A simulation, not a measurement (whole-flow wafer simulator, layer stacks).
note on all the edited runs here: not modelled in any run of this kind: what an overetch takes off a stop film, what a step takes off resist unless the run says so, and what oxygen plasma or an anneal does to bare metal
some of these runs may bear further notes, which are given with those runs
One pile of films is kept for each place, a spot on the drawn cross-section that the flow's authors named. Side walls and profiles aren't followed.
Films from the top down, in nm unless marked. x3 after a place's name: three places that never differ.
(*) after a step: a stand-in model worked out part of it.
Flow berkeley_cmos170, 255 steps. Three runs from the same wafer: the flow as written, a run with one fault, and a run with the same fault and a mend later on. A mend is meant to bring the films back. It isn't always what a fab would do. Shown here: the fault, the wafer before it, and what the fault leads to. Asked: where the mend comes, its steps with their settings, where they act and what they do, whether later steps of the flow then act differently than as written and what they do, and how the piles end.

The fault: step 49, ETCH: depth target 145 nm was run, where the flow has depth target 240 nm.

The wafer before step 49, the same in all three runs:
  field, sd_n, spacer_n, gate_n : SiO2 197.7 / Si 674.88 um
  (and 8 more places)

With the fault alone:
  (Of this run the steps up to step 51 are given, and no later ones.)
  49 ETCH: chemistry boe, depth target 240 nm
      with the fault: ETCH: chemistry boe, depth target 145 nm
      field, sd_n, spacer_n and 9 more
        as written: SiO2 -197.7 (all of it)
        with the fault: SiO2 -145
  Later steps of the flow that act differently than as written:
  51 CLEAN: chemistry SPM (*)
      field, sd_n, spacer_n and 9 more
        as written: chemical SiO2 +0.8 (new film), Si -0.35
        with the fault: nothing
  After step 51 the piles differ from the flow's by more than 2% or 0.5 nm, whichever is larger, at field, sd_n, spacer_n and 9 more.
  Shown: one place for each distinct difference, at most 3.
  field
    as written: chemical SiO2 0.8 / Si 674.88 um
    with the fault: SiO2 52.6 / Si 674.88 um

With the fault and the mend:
  The mend comes after step 50.
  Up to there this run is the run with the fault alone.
  50a ETCH: chemistry boe, depth target 95 nm (the flow's step 49 once more, with other settings)
      field, sd_n, spacer_n and 9 more
        SiO2 -52.6 (all of it)
  No later step of the flow acts differently than as written at any place that is followed.
  At the end the piles are the same as the flow's at every place that both follow.
